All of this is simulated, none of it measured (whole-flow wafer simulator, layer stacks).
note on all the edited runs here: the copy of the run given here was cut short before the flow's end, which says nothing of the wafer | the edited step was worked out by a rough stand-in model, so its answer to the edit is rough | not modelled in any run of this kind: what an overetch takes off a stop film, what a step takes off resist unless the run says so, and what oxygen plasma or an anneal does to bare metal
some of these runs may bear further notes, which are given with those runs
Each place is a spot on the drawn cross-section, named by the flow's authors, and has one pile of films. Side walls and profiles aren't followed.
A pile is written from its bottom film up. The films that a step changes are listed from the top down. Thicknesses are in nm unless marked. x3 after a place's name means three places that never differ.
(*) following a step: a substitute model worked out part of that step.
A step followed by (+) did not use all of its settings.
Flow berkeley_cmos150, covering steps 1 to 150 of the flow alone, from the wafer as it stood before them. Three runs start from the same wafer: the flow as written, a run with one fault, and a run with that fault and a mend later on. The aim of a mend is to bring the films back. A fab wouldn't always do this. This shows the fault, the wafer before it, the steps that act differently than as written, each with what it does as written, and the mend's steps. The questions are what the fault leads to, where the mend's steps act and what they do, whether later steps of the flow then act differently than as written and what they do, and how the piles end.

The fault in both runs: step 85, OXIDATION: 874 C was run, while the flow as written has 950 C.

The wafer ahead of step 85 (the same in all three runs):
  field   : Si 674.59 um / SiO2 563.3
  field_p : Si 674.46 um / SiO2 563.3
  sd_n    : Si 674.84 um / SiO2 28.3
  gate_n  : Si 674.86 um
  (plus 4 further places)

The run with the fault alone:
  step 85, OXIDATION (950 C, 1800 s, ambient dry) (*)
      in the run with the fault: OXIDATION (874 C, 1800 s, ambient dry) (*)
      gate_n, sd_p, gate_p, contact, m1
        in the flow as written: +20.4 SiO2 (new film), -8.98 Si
        in the run with the fault: +9.59 SiO2 (new film), -4.22 Si
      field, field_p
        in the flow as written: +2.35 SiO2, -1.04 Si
        in the run with the fault: +0.66 SiO2, -0.29 Si
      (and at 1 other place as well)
  Later steps of the flow acting differently than as written (26 other steps are not shown; they differ only slightly, by no more than 2% or 0.5 nm, whichever is larger):
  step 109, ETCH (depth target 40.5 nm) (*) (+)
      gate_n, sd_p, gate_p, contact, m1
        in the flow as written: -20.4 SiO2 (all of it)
        in the run with the fault: -9.59 SiO2 (all of it)
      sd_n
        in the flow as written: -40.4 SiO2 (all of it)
        in the run with the fault: -33.2 SiO2 (all of it)
  At the end the piles are close to the flow's at the places that both follow, differing by at most 2% or 0.5 nm, whichever is larger.

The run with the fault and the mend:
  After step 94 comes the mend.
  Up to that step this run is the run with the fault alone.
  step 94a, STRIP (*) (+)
      field_p
        -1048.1 KrF resist (all of it)
      sd_p
        -1276.1 KrF resist (all of it)
      gate_p
        -1250.5 KrF resist (all of it)
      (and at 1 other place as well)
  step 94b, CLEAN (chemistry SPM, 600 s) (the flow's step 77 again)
      alters no film at any place that is followed
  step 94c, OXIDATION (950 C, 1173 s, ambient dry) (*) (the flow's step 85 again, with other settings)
      gate_n, sd_p, gate_p, contact, m1
        +10.9 SiO2, -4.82 Si
      field, field_p
        +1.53 SiO2, -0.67 Si
      sd_n
        +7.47 SiO2, -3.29 Si
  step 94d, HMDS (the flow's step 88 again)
      alters no film at any place that is followed
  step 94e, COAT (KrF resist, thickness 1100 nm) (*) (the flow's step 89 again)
      field
        +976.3 KrF resist (new film)
      field_p
        +1087.8 KrF resist (new film)
      sd_n
        +1242.8 KrF resist (new film)
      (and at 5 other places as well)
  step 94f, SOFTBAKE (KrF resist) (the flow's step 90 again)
      alters no film at any place that is followed
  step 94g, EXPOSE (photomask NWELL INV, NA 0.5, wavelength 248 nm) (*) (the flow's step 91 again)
      alters no film at any place that is followed
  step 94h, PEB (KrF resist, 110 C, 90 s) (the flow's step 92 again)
      field
        -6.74 KrF resist
      field_p
        -7.53 KrF resist
      sd_n
        -8.63 KrF resist
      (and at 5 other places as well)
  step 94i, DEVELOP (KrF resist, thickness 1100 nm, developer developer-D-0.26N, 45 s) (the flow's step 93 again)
      field_p, sd_p, gate_p, m1
        -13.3 KrF resist
      field
        -969.5 KrF resist (all of it)
      sd_n
        -1234.1 KrF resist (all of it)
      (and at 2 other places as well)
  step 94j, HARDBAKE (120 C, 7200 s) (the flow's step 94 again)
      field_p
        -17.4 KrF resist
      sd_p
        -21.4 KrF resist
      gate_p
        -20.9 KrF resist
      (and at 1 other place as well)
  Later steps of the flow that are run all act as written at every place that is followed, up to a difference of at most 2% or 0.5 nm, whichever is larger.
  At the end the piles are close to the flow's at the places that both follow, differing by at most 2% or 0.5 nm, whichever is larger.
